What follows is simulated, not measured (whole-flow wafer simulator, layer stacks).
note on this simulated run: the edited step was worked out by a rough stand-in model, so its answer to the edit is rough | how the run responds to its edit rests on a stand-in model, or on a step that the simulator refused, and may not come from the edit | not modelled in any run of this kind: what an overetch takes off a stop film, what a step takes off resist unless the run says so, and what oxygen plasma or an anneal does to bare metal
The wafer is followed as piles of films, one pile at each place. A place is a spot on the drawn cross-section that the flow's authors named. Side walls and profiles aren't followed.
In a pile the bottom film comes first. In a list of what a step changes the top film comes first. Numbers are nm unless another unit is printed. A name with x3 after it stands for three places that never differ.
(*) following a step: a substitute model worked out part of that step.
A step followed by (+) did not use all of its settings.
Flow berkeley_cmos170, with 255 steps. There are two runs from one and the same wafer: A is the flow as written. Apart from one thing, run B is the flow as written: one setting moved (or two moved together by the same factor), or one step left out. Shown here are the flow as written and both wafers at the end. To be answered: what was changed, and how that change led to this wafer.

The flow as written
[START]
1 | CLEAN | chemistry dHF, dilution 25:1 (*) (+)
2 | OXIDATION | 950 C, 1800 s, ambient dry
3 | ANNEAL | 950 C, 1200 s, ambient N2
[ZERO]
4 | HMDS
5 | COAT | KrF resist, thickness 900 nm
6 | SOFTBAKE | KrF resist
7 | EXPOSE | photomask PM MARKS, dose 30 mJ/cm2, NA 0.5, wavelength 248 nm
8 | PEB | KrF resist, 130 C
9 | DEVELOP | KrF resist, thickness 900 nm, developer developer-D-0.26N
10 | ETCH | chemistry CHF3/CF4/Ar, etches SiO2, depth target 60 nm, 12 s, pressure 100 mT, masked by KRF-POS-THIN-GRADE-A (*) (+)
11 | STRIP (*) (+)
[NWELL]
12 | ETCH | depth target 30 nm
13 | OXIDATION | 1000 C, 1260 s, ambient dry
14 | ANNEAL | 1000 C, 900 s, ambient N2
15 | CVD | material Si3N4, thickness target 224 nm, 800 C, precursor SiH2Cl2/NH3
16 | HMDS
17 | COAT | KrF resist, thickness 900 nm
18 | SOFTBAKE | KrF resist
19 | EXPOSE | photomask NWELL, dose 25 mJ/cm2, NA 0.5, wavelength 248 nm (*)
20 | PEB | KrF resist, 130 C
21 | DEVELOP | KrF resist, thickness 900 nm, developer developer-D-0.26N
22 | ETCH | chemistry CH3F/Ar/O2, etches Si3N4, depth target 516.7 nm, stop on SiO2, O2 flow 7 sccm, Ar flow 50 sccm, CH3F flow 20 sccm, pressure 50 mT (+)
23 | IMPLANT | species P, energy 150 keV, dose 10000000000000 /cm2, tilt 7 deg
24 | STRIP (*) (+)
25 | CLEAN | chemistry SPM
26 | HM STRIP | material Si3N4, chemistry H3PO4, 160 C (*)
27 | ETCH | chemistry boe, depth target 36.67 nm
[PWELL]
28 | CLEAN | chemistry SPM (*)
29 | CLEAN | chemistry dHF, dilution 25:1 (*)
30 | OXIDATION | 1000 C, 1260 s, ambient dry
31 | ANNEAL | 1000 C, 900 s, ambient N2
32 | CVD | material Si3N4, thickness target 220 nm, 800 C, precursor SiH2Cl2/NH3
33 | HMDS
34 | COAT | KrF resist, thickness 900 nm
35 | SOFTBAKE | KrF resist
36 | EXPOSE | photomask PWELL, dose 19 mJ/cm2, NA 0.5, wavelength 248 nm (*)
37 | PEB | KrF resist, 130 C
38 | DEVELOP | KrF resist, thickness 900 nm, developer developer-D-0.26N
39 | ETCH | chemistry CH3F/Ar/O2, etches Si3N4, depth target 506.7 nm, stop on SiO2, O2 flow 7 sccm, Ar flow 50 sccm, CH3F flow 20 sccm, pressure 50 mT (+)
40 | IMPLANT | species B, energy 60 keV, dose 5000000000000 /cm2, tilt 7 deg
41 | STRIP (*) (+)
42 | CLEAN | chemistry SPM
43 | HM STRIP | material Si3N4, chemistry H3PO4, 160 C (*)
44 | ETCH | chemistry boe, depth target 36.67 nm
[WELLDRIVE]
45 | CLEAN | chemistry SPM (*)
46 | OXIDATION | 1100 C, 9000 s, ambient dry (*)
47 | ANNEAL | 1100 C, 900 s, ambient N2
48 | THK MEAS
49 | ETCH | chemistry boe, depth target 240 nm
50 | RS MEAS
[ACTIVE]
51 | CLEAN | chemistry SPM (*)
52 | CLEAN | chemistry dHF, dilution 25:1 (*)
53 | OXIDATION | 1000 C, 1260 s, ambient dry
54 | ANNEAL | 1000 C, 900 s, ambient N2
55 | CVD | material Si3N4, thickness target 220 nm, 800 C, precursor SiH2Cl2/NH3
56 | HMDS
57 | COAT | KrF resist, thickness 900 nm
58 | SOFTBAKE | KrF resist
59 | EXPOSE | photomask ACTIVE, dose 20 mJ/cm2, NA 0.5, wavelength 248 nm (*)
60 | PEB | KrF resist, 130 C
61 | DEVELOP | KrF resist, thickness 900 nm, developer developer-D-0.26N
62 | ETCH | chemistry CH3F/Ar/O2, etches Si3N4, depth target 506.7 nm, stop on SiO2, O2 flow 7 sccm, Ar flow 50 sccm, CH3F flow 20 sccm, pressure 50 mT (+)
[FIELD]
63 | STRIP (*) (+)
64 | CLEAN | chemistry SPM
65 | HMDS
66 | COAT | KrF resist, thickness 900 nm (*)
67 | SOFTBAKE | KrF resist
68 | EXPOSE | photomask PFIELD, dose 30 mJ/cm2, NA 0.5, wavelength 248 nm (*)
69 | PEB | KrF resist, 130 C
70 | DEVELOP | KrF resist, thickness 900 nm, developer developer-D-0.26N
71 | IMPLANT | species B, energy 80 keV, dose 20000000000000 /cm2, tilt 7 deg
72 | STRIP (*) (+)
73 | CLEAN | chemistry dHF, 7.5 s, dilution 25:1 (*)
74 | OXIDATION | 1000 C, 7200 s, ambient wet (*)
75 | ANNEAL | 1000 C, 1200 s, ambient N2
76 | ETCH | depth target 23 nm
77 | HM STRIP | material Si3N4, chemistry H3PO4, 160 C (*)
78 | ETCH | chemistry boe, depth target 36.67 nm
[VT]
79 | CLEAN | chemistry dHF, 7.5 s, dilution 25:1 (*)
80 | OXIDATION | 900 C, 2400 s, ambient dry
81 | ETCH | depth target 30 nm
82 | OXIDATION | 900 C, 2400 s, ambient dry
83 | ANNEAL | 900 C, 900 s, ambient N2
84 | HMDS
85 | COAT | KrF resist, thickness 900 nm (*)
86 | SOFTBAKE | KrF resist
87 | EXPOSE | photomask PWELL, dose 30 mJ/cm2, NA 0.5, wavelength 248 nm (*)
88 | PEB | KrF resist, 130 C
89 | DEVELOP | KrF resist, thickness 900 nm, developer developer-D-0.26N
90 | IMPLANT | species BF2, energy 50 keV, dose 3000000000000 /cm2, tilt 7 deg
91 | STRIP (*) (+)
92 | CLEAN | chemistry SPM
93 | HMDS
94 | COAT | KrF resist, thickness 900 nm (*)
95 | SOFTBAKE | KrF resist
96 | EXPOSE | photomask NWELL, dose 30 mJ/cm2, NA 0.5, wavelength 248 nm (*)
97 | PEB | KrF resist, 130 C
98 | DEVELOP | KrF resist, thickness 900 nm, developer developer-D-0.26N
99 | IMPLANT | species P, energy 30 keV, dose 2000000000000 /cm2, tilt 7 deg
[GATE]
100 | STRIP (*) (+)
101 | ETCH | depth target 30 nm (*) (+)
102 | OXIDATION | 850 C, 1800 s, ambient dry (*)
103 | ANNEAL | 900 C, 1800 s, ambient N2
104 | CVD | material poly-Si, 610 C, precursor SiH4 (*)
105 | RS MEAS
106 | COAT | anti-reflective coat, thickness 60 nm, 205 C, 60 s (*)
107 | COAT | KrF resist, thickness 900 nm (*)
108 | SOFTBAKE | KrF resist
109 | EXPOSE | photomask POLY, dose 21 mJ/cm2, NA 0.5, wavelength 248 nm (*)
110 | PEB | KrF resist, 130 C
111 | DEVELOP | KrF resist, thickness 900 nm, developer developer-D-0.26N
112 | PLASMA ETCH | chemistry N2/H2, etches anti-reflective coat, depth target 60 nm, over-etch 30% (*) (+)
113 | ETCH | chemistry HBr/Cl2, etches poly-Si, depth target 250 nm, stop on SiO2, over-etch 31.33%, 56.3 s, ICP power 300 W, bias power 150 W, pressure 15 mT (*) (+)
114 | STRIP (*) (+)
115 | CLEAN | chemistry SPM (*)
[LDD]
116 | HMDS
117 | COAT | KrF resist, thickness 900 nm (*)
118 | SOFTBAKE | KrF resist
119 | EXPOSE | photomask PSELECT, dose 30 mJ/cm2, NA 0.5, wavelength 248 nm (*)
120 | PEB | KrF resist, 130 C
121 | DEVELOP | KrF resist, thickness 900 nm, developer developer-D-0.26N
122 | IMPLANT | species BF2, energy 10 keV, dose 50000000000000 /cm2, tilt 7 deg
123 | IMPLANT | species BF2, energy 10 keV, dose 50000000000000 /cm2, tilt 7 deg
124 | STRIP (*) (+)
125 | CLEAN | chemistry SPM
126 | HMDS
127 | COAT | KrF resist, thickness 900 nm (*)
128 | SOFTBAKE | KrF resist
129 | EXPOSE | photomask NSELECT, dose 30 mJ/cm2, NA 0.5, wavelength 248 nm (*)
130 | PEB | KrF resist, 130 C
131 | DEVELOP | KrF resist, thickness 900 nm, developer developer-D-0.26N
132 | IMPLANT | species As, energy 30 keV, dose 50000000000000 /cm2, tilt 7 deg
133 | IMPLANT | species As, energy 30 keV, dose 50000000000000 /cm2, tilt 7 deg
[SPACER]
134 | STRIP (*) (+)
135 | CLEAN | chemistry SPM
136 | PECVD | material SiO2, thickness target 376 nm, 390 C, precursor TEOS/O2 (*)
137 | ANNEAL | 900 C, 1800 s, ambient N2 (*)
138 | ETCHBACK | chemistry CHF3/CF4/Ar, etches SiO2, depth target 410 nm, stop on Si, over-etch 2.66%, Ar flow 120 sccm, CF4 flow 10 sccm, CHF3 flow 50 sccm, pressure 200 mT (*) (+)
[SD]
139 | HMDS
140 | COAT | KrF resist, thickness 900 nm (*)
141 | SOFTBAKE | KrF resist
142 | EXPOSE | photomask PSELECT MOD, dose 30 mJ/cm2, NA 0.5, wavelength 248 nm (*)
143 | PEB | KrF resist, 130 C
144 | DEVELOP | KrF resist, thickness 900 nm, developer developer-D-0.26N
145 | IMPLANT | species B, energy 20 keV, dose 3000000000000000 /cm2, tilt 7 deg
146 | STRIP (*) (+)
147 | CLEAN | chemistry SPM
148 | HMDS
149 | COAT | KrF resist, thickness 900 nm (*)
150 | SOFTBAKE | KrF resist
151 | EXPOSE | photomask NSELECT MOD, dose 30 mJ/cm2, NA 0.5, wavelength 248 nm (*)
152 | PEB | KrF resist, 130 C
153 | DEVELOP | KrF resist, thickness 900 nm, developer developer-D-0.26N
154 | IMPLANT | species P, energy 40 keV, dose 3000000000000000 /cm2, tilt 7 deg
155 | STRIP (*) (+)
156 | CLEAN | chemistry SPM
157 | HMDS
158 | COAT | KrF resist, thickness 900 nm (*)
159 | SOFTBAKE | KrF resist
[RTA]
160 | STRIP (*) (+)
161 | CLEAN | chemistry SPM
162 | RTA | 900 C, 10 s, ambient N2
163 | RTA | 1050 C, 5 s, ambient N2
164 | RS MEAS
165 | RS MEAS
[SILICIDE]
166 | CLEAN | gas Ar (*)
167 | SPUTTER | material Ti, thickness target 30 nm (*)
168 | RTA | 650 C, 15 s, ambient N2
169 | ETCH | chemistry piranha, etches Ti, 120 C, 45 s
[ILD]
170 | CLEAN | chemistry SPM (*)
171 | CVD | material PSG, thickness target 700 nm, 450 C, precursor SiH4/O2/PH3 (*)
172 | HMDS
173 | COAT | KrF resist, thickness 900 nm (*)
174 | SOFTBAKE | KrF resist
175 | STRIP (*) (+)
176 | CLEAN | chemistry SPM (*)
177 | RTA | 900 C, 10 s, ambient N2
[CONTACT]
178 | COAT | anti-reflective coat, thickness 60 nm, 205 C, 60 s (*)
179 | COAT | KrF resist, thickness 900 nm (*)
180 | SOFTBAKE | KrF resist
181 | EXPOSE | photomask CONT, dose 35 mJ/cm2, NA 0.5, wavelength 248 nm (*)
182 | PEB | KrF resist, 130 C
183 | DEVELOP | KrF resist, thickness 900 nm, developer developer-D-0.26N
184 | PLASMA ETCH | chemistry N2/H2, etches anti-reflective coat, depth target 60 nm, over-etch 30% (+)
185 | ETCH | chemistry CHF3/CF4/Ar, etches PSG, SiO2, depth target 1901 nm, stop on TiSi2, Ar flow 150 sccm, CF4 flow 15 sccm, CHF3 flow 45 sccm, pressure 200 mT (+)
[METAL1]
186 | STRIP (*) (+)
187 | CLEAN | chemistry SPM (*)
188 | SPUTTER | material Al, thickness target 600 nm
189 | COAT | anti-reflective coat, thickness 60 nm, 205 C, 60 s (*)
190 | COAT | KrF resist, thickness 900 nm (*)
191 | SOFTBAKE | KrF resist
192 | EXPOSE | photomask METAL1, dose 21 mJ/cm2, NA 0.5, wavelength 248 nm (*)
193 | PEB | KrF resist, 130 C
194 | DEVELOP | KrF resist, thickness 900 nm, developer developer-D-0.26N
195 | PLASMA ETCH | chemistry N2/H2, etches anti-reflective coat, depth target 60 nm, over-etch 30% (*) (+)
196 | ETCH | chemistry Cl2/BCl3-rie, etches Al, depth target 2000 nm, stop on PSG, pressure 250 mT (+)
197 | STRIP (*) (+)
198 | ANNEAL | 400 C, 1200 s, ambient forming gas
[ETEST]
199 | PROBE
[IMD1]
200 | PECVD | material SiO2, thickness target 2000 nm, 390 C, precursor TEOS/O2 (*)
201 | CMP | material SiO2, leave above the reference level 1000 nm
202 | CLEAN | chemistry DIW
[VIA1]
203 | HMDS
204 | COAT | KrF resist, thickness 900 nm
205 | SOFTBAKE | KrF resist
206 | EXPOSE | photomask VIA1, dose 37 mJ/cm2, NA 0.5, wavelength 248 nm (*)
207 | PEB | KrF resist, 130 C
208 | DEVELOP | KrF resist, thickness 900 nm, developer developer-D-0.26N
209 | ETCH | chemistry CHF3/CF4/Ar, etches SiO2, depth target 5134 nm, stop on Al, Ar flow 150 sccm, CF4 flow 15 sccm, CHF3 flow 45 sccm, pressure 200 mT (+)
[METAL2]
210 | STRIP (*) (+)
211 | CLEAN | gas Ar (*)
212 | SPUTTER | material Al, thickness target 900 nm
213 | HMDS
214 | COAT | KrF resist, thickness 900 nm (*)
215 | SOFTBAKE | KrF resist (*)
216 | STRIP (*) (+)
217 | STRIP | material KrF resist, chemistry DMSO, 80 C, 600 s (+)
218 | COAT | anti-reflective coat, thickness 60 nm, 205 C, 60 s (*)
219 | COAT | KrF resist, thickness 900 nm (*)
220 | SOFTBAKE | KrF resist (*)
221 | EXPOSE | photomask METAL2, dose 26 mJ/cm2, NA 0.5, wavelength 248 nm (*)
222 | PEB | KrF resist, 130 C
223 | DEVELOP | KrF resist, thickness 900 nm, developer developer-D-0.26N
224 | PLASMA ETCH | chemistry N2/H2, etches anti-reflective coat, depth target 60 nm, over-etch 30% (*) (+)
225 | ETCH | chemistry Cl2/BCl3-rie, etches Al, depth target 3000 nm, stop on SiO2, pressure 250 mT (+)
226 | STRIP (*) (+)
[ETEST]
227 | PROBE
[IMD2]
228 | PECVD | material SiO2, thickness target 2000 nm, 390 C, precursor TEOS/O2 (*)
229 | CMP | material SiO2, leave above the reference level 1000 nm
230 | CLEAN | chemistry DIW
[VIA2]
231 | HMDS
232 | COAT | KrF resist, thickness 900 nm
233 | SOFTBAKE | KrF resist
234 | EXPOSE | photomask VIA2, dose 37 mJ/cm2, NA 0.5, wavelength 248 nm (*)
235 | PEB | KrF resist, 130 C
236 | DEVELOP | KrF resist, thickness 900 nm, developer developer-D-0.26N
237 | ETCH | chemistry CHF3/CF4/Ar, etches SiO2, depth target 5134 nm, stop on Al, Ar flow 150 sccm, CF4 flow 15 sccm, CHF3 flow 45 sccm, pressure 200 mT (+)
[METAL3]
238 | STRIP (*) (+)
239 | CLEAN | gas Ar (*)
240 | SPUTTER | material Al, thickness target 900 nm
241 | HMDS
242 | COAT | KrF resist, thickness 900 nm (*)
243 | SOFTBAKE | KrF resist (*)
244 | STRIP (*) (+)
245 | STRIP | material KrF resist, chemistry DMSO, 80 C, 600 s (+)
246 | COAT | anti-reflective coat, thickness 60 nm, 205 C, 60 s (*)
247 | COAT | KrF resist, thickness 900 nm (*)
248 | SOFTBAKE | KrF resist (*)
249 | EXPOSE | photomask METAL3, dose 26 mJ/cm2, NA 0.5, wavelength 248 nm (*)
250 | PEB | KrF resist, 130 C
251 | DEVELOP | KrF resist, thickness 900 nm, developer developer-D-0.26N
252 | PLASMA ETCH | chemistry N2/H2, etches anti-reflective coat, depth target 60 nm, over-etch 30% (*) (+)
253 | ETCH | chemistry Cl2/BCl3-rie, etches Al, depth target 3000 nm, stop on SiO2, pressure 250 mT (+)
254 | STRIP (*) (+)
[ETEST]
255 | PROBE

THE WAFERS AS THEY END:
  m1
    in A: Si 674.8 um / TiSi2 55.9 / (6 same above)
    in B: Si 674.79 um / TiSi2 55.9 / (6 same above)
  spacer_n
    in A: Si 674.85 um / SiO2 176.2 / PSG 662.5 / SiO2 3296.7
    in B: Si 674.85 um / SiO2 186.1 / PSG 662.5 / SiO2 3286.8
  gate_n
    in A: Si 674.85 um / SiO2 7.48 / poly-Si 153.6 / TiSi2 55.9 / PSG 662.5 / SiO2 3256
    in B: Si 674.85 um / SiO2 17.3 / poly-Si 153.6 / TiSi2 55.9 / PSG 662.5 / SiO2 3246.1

The reason: step 102, OXIDATION: 935 C was run, though the flow has 850 C.

The path from the change to this, step by step:
  102 | OXIDATION | 850 C, 1800 s, ambient dry (*)
      sd_n, spacer_n, gate_n and 8 more: A +7.48 SiO2 (new film), -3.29 Si | B +17.3 SiO2 (new film), -7.63 Si
      field: A +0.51 SiO2, -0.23 Si | B +2.41 SiO2, -1.06 Si
  106 | COAT | anti-reflective coat, thickness 60 nm, 205 C, 60 s (*)
      sd_n: A +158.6 anti-reflective coat (new film) | B +155.4 anti-reflective coat (new film)
      spacer_n: A +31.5 anti-reflective coat (new film) | B +32.5 anti-reflective coat (new film)
      (as well as at 3 more places)
  112 | PLASMA ETCH | chemistry N2/H2, etches anti-reflective coat, depth target 60 nm, over-etch 30% (*) (+)
      sd_n: A -158.6 anti-reflective coat (all of it), -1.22 poly-Si | B -155.4 anti-reflective coat (all of it), -1.2 poly-Si
      spacer_n: A -31.5 anti-reflective coat (all of it), -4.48 poly-Si | B -32.5 anti-reflective coat (all of it), -4.35 poly-Si
      (as well as at 1 more place)
  114 | STRIP (*) (+)
      gate_n: A +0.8 chemical SiO2 (new film), -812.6 KrF resist (all of it), -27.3 anti-reflective coat (all of it), -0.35 poly-Si | B +0.8 chemical SiO2 (new film), -809 KrF resist (all of it), -28.3 anti-reflective coat (all of it), -0.35 poly-Si
      gate_p: A +0.8 chemical SiO2 (new film), -782.1 KrF resist (all of it), -29.6 anti-reflective coat (all of it), -0.35 poly-Si | B +0.8 chemical SiO2 (new film), -779.9 KrF resist (all of it), -30.3 anti-reflective coat (all of it), -0.35 poly-Si
  138 | ETCHBACK | chemistry CHF3/CF4/Ar, etches SiO2, depth target 410 nm, stop on Si, over-etch 2.66%, Ar flow 120 sccm, CF4 flow 10 sccm, CHF3 flow 50 sccm, pressure 200 mT (*) (+)
      sd_n, sd_p, contact, m1, via1, m2, via2: A -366 SiO2 (all of it) | B -375.8 SiO2 (all of it)
  178 | COAT | anti-reflective coat, thickness 60 nm, 205 C, 60 s (*)
      sd_n: A +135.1 anti-reflective coat (new film) | B +138.3 anti-reflective coat (new film)
  186 | STRIP (*) (+)
      sd_n: A -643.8 KrF resist (all of it), -135.1 anti-reflective coat (all of it) | B -643.6 KrF resist (all of it), -138.3 anti-reflective coat (all of it)
